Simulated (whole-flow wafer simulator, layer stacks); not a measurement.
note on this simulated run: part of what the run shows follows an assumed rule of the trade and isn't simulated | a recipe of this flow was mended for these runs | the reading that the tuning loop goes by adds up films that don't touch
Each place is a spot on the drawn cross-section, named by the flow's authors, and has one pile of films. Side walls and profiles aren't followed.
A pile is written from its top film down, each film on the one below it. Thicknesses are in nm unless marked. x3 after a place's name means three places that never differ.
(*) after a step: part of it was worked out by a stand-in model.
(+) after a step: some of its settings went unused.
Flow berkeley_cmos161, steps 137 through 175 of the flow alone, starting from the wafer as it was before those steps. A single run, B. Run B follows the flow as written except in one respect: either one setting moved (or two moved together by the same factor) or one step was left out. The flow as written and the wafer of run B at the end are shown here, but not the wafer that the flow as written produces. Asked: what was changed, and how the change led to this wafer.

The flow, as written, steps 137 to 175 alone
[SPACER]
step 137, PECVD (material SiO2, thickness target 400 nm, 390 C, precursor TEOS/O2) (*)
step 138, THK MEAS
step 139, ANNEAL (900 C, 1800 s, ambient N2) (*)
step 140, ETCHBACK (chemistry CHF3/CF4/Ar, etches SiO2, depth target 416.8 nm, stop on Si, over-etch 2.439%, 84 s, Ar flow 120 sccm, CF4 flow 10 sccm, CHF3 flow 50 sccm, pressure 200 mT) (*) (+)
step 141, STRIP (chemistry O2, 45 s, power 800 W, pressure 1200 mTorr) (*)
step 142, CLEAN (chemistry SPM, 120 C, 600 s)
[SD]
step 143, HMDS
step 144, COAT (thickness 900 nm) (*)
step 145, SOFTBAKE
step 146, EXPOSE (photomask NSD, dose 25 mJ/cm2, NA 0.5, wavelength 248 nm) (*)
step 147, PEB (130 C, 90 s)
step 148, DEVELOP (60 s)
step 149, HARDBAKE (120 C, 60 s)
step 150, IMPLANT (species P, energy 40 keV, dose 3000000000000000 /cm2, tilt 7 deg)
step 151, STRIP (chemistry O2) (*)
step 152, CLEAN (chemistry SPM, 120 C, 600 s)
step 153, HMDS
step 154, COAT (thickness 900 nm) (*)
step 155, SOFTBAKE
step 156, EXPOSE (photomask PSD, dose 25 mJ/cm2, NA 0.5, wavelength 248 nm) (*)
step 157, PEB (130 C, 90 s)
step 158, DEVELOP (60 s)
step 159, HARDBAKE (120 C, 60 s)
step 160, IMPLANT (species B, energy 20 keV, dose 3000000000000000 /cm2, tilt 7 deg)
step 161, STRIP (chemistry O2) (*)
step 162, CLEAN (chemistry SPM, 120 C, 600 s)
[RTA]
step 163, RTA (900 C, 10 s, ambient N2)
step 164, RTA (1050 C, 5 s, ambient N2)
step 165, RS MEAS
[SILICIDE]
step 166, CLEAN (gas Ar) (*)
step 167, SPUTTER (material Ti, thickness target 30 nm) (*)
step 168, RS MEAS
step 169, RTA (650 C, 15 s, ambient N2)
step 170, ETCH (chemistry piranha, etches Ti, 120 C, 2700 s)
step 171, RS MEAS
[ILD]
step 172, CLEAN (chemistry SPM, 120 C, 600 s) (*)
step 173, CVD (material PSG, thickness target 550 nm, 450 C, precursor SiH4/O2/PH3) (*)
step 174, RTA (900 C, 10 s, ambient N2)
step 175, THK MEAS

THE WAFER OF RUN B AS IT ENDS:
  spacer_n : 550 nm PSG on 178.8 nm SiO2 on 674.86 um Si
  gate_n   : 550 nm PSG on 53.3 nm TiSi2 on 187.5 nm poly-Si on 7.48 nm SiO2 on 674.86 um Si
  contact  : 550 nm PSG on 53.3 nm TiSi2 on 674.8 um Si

What caused this: step 137, PECVD: thickness target 370 nm was run, while the flow as written has thickness target 400 nm.

Step by step, how the change led to this:
  step 137, PECVD (material SiO2, thickness target 400 nm, 390 C, precursor TEOS/O2) (*)
      field, sd_n, contact, m1: SiO2 gains 370 (in the flow as written it would be: SiO2 gains 400)
      spacer_n, sd_p, spacer_p: SiO2 gains 356.6 (in the flow as written it would be: SiO2 gains 385.3)
      (also at 2 further places)
  step 139, ANNEAL (900 C, 1800 s, ambient N2) (*)
      sd_n, gate_n, gate_p, contact, m1: SiO2 loses 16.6 (in the flow as written it would be: SiO2 loses 18)
      spacer_n, sd_p, spacer_p: SiO2 loses 16 (in the flow as written it would be: SiO2 loses 17.3)
      (also at 1 further place)
  step 140, ETCHBACK (chemistry CHF3/CF4/Ar, etches SiO2, depth target 416.8 nm, stop on Si, over-etch 2.439%, 84 s, Ar flow 120 sccm, CF4 flow 10 sccm, CHF3 flow 50 sccm, pressure 200 mT) (*) (+)
      gate_n, gate_p: SiO2 loses 353.4 (all of it), chemical SiO2 loses 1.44 (all of it), poly-Si loses 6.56 (in the flow as written it would be: SiO2 loses 382 (all of it), chemical SiO2 loses 1.44 (all of it), poly-Si loses 3.96)
      sd_n: SiO2 loses 359.3 (all of it), Si loses 6.56 (in the flow as written it would be: SiO2 loses 387.9 (all of it), Si loses 3.96)
      (also at 3 further places)
